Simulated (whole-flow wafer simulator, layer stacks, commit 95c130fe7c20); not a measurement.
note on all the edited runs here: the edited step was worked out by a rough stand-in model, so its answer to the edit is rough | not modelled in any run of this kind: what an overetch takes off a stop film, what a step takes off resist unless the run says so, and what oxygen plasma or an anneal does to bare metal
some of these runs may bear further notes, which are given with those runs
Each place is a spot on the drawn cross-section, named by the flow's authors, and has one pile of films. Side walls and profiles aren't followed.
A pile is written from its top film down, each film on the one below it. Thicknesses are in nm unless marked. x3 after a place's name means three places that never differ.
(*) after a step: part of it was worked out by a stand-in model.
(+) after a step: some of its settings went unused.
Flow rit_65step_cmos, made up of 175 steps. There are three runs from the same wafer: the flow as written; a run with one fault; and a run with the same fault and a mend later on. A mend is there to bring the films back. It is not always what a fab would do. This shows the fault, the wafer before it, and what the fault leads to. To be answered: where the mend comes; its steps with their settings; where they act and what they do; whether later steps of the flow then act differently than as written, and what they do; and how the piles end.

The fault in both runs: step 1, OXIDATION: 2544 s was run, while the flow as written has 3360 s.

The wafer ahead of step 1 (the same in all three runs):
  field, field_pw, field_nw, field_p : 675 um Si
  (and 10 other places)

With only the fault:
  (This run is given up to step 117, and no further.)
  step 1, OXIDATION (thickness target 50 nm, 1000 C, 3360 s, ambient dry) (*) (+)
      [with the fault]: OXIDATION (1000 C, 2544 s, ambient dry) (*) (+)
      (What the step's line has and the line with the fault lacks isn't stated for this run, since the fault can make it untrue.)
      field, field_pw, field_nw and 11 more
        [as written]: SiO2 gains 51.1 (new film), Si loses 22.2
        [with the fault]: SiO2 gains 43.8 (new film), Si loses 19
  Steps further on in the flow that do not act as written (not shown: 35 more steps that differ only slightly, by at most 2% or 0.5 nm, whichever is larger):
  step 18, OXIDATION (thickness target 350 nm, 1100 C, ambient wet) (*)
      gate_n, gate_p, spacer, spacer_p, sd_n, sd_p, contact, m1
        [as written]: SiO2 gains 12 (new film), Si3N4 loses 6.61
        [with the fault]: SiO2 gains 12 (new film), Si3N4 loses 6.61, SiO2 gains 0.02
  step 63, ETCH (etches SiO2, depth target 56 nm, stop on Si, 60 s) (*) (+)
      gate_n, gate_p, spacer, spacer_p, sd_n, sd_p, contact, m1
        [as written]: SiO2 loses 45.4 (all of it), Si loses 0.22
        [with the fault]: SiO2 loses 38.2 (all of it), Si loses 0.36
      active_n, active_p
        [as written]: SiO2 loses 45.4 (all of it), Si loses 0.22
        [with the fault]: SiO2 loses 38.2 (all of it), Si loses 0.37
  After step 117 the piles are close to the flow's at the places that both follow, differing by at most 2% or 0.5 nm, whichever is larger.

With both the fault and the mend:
  The mend stands after step 2.
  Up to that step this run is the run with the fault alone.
  step 2a, ETCH (depth target 50 nm, 21.5 C, 56 s)
      field, field_pw, field_nw and 11 more
        SiO2 loses 43.8 (all of it)
  step 2b, CLEAN (chemistry SC2, 75 C, 600 s)
      field, field_pw, field_nw and 11 more
        chemical SiO2 gains 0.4 (new film), Si loses 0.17
  step 2c, OXIDATION (1000 C, 3360 s, ambient dry) (*) (the flow's step 1 again, with other settings)
      field, field_pw, field_nw and 11 more
        SiO2 gains 51 (new film), chemical SiO2 loses 0.4 (all of it), Si loses 22.3
  Steps further on in the flow that do not act as written (not shown: 18 more steps that differ only slightly, by at most 2% or 0.5 nm, whichever is larger):
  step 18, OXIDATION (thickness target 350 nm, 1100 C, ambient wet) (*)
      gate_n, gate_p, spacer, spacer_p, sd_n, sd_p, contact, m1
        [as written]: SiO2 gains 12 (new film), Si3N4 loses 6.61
        [with the mend]: SiO2 gains 12 (new film), Si3N4 loses 6.61, SiO2 gains 0.03
  At the end the piles are close to the flow's at the places that both follow, differing by at most 2% or 0.5 nm, whichever is larger.
